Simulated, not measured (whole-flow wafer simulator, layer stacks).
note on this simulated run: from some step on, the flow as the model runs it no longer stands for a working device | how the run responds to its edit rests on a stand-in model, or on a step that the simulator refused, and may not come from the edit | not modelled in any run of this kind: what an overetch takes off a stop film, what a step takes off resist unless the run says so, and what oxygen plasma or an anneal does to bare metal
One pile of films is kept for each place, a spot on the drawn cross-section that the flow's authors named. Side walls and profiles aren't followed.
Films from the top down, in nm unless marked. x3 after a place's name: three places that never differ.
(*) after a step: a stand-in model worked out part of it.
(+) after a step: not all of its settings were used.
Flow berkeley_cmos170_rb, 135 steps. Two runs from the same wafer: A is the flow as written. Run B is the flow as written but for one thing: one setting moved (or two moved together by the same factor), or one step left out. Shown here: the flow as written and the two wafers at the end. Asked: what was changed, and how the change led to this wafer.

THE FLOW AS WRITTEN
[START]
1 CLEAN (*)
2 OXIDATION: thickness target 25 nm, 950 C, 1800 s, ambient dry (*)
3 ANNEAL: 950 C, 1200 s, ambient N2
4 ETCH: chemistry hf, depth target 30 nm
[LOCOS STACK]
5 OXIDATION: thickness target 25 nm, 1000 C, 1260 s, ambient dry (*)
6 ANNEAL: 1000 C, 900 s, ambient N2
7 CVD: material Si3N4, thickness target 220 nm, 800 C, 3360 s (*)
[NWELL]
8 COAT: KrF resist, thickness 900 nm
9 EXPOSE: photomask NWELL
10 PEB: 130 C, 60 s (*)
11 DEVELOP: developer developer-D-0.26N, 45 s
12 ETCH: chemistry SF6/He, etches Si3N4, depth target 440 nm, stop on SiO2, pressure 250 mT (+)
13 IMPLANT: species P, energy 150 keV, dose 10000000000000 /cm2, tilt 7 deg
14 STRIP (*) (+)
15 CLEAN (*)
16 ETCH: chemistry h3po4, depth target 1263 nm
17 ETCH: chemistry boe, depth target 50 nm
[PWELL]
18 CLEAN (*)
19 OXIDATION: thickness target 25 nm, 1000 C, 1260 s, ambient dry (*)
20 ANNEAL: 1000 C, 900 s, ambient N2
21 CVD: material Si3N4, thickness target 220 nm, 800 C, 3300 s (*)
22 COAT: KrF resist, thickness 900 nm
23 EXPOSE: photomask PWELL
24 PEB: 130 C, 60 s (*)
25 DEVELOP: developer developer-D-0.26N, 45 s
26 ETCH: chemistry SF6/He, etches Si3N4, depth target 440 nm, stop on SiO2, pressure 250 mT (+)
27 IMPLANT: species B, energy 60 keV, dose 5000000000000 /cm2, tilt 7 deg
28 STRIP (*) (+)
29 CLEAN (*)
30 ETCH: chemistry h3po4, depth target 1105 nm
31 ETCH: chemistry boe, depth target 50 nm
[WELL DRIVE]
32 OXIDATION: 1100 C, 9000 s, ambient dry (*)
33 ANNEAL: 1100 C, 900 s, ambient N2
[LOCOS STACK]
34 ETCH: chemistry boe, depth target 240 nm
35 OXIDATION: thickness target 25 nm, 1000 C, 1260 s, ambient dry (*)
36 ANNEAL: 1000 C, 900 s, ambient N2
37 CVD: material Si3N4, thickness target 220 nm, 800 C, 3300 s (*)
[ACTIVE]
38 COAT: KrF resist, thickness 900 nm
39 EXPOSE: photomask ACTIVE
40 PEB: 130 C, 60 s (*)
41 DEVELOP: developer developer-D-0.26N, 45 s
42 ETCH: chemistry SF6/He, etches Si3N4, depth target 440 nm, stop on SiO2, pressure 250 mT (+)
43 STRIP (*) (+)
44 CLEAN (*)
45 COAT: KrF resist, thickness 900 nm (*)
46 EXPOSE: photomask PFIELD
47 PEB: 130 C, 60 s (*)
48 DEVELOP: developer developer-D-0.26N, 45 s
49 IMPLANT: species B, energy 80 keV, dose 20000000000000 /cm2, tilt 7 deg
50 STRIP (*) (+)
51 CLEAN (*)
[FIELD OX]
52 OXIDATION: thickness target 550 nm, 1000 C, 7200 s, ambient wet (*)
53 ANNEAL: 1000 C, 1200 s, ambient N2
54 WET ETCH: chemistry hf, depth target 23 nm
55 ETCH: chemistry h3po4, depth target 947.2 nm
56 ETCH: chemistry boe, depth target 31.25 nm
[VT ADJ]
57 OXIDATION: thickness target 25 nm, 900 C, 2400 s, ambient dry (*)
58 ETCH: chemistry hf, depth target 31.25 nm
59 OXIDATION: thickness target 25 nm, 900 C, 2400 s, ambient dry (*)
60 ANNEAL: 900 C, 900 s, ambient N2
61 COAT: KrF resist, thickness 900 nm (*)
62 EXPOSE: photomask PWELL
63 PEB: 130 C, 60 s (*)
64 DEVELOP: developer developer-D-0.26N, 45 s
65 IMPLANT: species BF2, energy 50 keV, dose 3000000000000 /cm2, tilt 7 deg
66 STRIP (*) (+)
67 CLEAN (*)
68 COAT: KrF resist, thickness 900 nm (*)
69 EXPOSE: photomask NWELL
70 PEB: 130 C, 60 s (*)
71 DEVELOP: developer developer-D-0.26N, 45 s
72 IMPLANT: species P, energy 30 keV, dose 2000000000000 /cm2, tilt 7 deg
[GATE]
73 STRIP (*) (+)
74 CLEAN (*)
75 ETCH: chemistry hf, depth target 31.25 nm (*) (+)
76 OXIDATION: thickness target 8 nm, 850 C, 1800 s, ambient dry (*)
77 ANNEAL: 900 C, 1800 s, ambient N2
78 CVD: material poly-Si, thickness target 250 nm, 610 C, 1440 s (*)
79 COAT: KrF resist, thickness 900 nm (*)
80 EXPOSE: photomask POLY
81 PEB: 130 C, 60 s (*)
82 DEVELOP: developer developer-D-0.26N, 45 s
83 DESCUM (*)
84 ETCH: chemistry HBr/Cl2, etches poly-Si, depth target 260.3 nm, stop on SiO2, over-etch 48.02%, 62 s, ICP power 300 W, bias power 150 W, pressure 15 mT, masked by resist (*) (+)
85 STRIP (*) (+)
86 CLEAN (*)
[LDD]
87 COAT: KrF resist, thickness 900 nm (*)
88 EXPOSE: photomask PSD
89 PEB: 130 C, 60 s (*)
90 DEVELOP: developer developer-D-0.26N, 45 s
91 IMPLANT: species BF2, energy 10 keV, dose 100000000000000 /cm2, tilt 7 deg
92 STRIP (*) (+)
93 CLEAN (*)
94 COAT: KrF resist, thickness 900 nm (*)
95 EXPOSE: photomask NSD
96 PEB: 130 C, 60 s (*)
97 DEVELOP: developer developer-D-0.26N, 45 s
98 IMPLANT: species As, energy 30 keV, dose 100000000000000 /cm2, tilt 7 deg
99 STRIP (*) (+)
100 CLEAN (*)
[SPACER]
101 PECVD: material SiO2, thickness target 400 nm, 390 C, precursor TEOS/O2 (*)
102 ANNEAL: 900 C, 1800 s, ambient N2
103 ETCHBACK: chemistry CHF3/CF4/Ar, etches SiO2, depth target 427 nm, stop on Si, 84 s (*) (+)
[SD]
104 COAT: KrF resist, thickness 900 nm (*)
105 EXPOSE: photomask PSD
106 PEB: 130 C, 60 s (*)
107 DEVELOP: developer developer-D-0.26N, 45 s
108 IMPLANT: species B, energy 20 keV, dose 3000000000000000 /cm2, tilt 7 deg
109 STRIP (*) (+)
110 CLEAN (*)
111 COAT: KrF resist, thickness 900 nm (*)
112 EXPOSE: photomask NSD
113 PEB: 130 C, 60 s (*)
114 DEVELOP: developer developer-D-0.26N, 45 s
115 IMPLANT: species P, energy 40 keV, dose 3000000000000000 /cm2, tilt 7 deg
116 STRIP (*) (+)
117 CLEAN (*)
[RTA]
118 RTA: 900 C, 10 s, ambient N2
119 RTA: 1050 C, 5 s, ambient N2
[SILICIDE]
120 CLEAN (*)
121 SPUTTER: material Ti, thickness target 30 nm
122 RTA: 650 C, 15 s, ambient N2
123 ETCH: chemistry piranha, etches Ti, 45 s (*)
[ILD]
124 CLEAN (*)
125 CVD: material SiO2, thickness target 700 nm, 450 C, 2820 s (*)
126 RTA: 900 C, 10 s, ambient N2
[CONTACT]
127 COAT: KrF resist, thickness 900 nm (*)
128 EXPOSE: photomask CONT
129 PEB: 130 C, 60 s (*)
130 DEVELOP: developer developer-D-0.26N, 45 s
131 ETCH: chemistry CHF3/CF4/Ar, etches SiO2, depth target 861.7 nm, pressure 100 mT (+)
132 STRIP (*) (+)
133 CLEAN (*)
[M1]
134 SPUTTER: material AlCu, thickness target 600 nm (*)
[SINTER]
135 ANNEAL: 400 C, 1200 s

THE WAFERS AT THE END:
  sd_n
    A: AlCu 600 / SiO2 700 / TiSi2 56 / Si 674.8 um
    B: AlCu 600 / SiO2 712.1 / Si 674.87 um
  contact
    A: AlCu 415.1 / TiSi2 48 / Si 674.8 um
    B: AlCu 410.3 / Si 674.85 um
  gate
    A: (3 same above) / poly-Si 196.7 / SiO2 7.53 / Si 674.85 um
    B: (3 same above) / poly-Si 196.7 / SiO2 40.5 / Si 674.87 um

The cause: step 34, ETCH: depth target 92 nm was run, where the flow has depth target 240 nm.

How the change led to this, step by step:
  34 ETCH: chemistry boe, depth target 240 nm
      field, sd_n, spacer_n and 6 more: A SiO2 -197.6 (all of it) | B SiO2 -92
  35 OXIDATION: thickness target 25 nm, 1000 C, 1260 s, ambient dry (*)
      field, sd_n, spacer_n and 6 more: A SiO2 +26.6 (new film), Si -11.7 | B SiO2 +11.5, Si -5.07
  52 OXIDATION: thickness target 550 nm, 1000 C, 7200 s, ambient wet (*)
      gate, sd_p: A SiO2 +12.9 (new film), Si3N4 -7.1, SiO2 +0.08, Si -0.08 | B SiO2 +12.9 (new film), Si3N4 -7.1
      sd_n: A SiO2 +12.9 (new film), Si3N4 -7.1, SiO2 +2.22, Si -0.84 | B SiO2 +12.9 (new film), Si3N4 -7.1
      (and at 2 more places)
  56 ETCH: chemistry boe, depth target 31.25 nm
      spacer_n, gate, sd_p, spacer_p, gate_p, contact: A SiO2 -26.6 (all of it) | B SiO2 -31.2
      sd_n: A SiO2 -28.8 (all of it) | B SiO2 -31.2
      (and at 1 more place)
  57 OXIDATION: thickness target 25 nm, 900 C, 2400 s, ambient dry (*)
      sd_n, spacer_n, gate, sd_p, spacer_p, gate_p, contact, m1: A SiO2 +15 (new film), Si -6.62 | B SiO2 +7.04, Si -3.1
  58 ETCH: chemistry hf, depth target 31.25 nm
      sd_n, spacer_n, gate, sd_p, spacer_p, gate_p, contact, m1: A SiO2 -15 (all of it) | B SiO2 -31.3
  59 OXIDATION: thickness target 25 nm, 900 C, 2400 s, ambient dry (*)
      sd_n, spacer_n, gate, sd_p, spacer_p, gate_p, contact, m1: A SiO2 +15 (new film), Si -6.62 | B SiO2 +6.86, Si -3.02
  75 ETCH: chemistry hf, depth target 31.25 nm (*) (+)
      sd_n, spacer_n, gate, sd_p, spacer_p, gate_p, contact, m1: A SiO2 -15 (all of it) | B SiO2 -31.2
  76 OXIDATION: thickness target 8 nm, 850 C, 1800 s, ambient dry (*)
      sd_n, spacer_n, gate, sd_p, spacer_p, gate_p, contact, m1: A SiO2 +7.53 (new film), Si -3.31 | B SiO2 +3.26, Si -1.43
  103 ETCHBACK: chemistry CHF3/CF4/Ar, etches SiO2, depth target 427 nm, stop on Si, 84 s (*) (+)
      sd_n, contact, m1: A SiO2 -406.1 (all of it) | B SiO2 -427
      sd_p: A SiO2 -388.4 (all of it) | B SiO2 -419.2 (all of it)
  104 COAT: KrF resist, thickness 900 nm (*)
      sd_n: A KrF resist +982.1 (new film) | B KrF resist +1005.8 (new film)
      sd_p: A KrF resist +990.7 (new film) | B KrF resist +1022.6 (new film)
  107 DEVELOP: developer developer-D-0.26N, 45 s
      sd_p: A KrF resist -990.7 (all of it) | B KrF resist -1022.6 (all of it)
  109 STRIP (*) (+)
      sd_n: A KrF resist -967.9 (all of it) | B KrF resist -991.6 (all of it)
  111 COAT: KrF resist, thickness 900 nm (*)
      sd_n: A KrF resist +982.1 (new film) | B KrF resist +1005.8 (new film)
      sd_p: A KrF resist +990.7 (new film) | B KrF resist +1022.6 (new film)
  114 DEVELOP: developer developer-D-0.26N, 45 s
      sd_n: A KrF resist -982.1 (all of it) | B KrF resist -1005.8 (all of it)
  116 STRIP (*) (+)
      sd_p: A KrF resist -976.5 (all of it) | B KrF resist -1008.4 (all of it)
  ... 8 more steps ...
  134 SPUTTER: material AlCu, thickness target 600 nm (*)
      sd_p: A AlCu +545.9 (new film) | B AlCu +525.6 (new film)
